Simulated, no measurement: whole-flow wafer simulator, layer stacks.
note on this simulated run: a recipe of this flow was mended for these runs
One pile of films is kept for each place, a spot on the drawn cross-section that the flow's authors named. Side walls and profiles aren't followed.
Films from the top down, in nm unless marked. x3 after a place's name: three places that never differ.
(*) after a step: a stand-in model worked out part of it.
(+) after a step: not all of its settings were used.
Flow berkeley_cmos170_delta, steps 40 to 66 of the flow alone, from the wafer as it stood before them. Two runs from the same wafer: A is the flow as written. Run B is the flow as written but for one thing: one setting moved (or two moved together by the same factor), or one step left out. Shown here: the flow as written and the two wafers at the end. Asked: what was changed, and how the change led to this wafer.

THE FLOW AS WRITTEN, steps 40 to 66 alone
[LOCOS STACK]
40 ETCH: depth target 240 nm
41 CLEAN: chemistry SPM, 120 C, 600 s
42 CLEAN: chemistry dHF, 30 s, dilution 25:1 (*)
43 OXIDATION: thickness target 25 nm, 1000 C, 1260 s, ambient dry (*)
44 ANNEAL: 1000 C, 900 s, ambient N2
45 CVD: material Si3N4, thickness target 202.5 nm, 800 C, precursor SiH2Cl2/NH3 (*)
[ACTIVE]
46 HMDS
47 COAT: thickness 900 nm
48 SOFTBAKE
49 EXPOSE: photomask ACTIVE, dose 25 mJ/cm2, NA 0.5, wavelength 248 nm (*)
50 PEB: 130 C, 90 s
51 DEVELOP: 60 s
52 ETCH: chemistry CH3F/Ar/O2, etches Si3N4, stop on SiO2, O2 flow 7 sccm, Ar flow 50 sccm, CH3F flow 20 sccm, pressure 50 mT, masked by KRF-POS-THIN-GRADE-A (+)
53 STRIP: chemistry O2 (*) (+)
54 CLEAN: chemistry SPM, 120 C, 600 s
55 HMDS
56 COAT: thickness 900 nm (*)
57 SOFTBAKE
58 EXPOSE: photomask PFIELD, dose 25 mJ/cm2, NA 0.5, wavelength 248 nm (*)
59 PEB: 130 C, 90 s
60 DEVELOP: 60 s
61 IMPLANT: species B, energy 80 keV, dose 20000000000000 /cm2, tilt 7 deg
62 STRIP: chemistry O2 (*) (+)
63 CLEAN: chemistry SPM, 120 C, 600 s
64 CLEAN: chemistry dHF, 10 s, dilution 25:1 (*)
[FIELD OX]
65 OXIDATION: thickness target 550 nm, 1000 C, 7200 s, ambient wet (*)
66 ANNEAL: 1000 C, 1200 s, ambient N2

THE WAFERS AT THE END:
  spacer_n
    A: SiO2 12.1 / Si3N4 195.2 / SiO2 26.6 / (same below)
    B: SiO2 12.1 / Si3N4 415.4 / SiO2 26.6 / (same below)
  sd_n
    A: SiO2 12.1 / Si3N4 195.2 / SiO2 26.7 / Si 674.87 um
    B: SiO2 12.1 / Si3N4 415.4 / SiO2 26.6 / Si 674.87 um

The cause: step 45, CVD: thickness target 422.7 nm was run, where the flow has thickness target 202.5 nm.

How the change led to this, step by step:
  45 CVD: material Si3N4, thickness target 202.5 nm, 800 C, precursor SiH2Cl2/NH3 (*)
      field, sd_n, spacer_n and 6 more: A Si3N4 +202.5 (new film) | B Si3N4 +422.7 (new film)
  52 ETCH: chemistry CH3F/Ar/O2, etches Si3N4, stop on SiO2, O2 flow 7 sccm, Ar flow 50 sccm, CH3F flow 20 sccm, pressure 50 mT, masked by KRF-POS-THIN-GRADE-A (+)
      sd_n, spacer_n, gate, sd_p, spacer_p, gate_p, contact, m1: A KrF-resist -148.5 | B KrF-resist -295.3
      field: A Si3N4 -202.5 (all of it), SiO2 -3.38 | B Si3N4 -422.7 (all of it), SiO2 -3.38
  53 STRIP: chemistry O2 (*) (+)
      sd_n, spacer_n, gate, sd_p, spacer_p, gate_p, contact, m1: A KrF-resist -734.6 (all of it) | B KrF-resist -587.8 (all of it)
  56 COAT: thickness 900 nm (*)
      field: A KrF-resist +956.4 (new film) | B KrF-resist +1019.8 (new film)
      sd_n: A KrF-resist +794.3 (new film) | B KrF-resist +683.8 (new film)
      (and at 7 more places)
  60 DEVELOP: 60 s
      field: A KrF-resist -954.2 (all of it) | B KrF-resist -1017.4 (all of it)
  62 STRIP: chemistry O2 (*) (+)
      sd_n: A KrF-resist -777.7 (all of it) | B KrF-resist -667.4 (all of it)
      spacer_n: A KrF-resist -807.8 (all of it) | B KrF-resist -734.1 (all of it)
      (and at 6 more places)
  65 OXIDATION: thickness target 550 nm, 1000 C, 7200 s, ambient wet (*)
      sd_n, sd_p: A SiO2 +12.1 (new film), Si3N4 -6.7, SiO2 +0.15, Si -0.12 | B SiO2 +12.1 (new film), Si3N4 -6.7
